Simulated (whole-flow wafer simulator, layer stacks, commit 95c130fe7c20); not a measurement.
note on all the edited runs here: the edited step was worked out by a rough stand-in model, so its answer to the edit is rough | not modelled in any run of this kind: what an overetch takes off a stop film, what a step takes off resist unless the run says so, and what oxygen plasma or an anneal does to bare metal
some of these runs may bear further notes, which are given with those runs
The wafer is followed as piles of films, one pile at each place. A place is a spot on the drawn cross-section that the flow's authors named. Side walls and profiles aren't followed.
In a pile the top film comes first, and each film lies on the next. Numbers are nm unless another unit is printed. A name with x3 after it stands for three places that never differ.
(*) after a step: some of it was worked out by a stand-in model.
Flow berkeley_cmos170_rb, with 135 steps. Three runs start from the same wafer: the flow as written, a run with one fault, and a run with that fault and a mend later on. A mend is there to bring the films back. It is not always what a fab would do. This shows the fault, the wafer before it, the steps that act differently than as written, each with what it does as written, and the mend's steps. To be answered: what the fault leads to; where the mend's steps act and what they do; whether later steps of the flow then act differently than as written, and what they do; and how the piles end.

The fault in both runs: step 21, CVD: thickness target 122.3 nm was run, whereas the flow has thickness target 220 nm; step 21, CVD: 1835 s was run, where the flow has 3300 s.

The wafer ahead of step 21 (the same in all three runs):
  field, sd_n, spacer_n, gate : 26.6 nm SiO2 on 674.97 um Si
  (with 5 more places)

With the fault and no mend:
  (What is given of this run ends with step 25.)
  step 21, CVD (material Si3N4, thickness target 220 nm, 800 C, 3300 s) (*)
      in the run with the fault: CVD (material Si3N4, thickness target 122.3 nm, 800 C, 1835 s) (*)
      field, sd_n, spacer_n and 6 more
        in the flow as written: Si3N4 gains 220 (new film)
        in the run with the fault: Si3N4 gains 122.3 (new film)
  Later steps of the flow up to step 25 that are run all act as written at every place that is followed.
  After step 25, at field, sd_n, spacer_n and 6 more, the piles differ from the flow's by more than 2% or 0.5 nm, whichever is larger.
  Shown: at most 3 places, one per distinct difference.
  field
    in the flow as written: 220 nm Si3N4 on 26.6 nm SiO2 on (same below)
    in the run with the fault: 122.3 nm Si3N4 on 26.6 nm SiO2 on (same below)
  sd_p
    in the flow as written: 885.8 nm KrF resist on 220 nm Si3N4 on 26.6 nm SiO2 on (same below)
    in the run with the fault: 885.8 nm KrF resist on 122.3 nm Si3N4 on 26.6 nm SiO2 on (same below)

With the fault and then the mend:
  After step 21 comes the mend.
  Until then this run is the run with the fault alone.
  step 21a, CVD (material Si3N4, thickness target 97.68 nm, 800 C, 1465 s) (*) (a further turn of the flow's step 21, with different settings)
      field, sd_n, spacer_n and 6 more
        Si3N4 gains 97.7
  Later steps of the flow that are run all act as written at every place that is followed.
  At every place that both follow, the piles at the end match the flow's.
